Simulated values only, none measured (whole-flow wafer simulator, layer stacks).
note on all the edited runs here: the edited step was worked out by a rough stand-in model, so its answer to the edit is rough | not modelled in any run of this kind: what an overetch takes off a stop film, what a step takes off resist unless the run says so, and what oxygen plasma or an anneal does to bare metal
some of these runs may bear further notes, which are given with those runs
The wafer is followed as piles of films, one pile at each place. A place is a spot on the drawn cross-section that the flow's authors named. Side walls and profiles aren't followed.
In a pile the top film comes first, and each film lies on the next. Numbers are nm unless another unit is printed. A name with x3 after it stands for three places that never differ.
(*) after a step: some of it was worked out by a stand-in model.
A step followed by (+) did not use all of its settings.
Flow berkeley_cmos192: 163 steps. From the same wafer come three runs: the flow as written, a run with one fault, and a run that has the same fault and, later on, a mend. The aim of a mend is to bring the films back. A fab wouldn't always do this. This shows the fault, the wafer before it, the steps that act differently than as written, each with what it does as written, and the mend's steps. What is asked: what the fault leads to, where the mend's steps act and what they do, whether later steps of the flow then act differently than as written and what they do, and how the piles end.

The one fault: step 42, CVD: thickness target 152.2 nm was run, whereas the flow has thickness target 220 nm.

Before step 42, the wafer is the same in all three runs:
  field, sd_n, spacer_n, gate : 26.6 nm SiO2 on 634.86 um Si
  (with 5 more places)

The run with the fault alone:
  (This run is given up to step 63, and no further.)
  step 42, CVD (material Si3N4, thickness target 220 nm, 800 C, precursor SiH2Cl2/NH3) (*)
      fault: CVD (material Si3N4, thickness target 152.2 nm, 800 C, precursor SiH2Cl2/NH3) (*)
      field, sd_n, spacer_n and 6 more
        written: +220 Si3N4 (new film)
        fault: +152.2 Si3N4 (new film)
  Later steps of the flow acting differently than as written (2 more steps, not shown, differ only slightly: by at most 2% or 0.5 nm, whichever is larger):
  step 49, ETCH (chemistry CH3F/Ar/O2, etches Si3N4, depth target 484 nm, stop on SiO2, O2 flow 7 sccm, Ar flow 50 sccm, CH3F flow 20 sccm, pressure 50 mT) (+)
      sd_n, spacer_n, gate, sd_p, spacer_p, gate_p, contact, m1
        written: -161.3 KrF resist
        fault: -116.1 KrF resist
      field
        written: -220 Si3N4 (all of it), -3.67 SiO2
        fault: -152.2 Si3N4 (all of it), -3.67 SiO2
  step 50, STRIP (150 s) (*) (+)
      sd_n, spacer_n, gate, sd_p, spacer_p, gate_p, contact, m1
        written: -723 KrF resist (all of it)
        fault: -768.2 KrF resist (all of it)
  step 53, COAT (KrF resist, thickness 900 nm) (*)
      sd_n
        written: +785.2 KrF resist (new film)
        fault: +819.7 KrF resist (new film)
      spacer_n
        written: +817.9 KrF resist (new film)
        fault: +842 KrF resist (new film)
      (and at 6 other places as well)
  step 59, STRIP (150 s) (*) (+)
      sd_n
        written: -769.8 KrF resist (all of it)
        fault: -804.2 KrF resist (all of it)
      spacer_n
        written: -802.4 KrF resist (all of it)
        fault: -826.4 KrF resist (all of it)
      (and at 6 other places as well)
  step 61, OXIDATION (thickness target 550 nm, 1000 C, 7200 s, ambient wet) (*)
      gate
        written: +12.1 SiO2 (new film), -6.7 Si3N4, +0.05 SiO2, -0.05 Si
        fault: +12.1 SiO2 (new film), -6.7 Si3N4
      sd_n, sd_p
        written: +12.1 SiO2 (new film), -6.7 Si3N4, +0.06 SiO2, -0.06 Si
        fault: +12.1 SiO2 (new film), -6.7 Si3N4, +1.46 SiO2, -0.64 Si
  After step 63, at sd_n, spacer_n, gate, sd_p, spacer_p, gate_p, contact, m1, the piles differ from the flow's by more than 2% or 0.5 nm, whichever is larger.
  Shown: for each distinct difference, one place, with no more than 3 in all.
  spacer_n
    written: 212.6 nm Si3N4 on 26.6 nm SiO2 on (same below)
    fault: 144.8 nm Si3N4 on 26.6 nm SiO2 on (same below)
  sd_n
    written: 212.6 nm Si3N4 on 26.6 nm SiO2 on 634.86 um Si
    fault: 144.8 nm Si3N4 on 28 nm SiO2 on 634.86 um Si
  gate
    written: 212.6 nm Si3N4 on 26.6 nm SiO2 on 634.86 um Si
    fault: 144.8 nm Si3N4 on 26.6 nm SiO2 on 634.86 um Si

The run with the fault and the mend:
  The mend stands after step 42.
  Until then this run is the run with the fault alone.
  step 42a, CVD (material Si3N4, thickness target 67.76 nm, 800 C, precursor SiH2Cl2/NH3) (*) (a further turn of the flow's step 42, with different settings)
      field, sd_n, spacer_n and 6 more
        +67.8 Si3N4
  Every later step of the flow that is run acts as written, at every place that is followed, to within 2% or 0.5 nm, whichever is larger.
  The piles end the same as the flow's at every place that both follow.
